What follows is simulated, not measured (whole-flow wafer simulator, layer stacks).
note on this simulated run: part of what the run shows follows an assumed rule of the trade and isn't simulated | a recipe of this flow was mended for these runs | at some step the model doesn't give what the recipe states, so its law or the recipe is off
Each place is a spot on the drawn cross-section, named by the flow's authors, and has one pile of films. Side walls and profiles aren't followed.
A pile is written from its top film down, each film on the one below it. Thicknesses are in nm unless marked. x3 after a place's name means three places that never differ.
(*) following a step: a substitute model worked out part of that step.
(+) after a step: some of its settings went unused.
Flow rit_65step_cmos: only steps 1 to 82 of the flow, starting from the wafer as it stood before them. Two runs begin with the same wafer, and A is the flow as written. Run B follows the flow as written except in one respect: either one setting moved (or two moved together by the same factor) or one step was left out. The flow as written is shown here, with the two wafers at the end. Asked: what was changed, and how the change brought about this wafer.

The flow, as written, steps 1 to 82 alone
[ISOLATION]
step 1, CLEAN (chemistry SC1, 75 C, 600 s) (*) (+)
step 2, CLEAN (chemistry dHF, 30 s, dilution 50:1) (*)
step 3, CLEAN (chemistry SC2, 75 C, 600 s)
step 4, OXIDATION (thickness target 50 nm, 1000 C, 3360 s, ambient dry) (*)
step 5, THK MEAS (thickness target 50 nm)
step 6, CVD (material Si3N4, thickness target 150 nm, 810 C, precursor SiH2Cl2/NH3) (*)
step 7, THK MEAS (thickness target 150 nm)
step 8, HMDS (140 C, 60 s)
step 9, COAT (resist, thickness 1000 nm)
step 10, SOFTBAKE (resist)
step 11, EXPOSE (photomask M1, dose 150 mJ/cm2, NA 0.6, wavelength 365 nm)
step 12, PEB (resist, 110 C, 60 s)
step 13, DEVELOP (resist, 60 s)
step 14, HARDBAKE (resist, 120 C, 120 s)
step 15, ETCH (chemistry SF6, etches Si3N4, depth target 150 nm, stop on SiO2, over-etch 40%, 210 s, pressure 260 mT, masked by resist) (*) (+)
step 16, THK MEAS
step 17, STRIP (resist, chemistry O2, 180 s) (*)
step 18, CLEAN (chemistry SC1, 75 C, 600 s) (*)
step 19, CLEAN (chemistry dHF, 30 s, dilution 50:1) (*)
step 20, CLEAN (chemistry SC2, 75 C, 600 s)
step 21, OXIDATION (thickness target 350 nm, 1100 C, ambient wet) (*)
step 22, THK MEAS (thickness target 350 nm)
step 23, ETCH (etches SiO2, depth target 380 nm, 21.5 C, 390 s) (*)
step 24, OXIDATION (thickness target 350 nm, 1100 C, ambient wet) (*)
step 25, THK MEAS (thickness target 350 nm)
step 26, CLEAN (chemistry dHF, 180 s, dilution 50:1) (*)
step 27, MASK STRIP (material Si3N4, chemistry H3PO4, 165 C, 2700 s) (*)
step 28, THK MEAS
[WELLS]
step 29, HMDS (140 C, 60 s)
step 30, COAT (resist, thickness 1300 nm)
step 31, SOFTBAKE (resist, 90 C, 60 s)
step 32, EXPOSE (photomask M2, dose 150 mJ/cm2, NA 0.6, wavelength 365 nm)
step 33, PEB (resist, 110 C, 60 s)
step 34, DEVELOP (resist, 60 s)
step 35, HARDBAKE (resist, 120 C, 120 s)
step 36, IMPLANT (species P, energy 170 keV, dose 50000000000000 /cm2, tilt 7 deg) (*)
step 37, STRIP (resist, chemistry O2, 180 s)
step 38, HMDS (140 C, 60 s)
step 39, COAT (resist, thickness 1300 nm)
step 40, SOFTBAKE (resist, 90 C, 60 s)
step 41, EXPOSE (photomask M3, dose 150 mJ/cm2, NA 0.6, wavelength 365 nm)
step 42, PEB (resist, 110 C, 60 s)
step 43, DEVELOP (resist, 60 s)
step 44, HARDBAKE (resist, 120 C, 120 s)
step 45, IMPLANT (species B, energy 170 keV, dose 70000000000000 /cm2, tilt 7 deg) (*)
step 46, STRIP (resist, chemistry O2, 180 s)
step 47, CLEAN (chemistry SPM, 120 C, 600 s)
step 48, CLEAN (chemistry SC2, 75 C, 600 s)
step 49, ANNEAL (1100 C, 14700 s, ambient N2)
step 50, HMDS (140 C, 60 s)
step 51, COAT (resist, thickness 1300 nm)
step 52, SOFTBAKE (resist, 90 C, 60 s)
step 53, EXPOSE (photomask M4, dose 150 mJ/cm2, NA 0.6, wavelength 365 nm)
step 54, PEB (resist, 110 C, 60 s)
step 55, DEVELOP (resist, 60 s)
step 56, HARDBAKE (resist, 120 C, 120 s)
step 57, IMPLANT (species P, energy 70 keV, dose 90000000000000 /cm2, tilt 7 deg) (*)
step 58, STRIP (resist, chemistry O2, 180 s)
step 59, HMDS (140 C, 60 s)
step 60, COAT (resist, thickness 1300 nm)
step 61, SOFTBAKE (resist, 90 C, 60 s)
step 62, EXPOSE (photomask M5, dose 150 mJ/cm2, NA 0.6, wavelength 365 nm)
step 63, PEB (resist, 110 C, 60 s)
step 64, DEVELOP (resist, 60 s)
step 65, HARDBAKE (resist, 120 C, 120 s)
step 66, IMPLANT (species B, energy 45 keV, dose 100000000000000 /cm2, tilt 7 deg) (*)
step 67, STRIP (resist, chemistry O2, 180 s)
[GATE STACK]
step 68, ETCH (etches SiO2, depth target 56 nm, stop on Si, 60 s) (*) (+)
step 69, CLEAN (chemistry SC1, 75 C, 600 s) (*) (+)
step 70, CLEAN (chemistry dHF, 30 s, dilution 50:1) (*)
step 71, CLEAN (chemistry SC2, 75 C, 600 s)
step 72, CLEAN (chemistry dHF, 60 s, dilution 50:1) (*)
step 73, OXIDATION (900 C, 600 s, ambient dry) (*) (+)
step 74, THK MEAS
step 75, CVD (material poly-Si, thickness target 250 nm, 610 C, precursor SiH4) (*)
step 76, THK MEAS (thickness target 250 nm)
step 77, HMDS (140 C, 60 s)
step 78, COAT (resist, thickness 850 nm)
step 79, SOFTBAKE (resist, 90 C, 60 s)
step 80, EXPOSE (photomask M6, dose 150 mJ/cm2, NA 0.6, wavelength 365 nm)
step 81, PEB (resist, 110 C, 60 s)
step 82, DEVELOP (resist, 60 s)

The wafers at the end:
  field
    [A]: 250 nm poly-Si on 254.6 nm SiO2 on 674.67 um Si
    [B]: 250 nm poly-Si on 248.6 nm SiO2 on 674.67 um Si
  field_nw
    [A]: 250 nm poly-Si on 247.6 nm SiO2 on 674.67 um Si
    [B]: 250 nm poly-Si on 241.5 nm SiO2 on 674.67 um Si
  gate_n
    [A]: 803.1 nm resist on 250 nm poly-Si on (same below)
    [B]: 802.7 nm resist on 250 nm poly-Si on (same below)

Cause: step 26, CLEAN: 245 s was run, while the flow as written has 180 s.

How this came from the change, step by step:
  step 26, CLEAN (chemistry dHF, 180 s, dilution 50:1) (*)
      active_n, active_p, gate_n and 7 more: A -12 SiO2 (all of it), -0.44 Si3N4 | B -12 SiO2 (all of it), -1 Si3N4
      field, field_pw, field_nw, field_p: A -16.7 SiO2 | B -22.7 SiO2
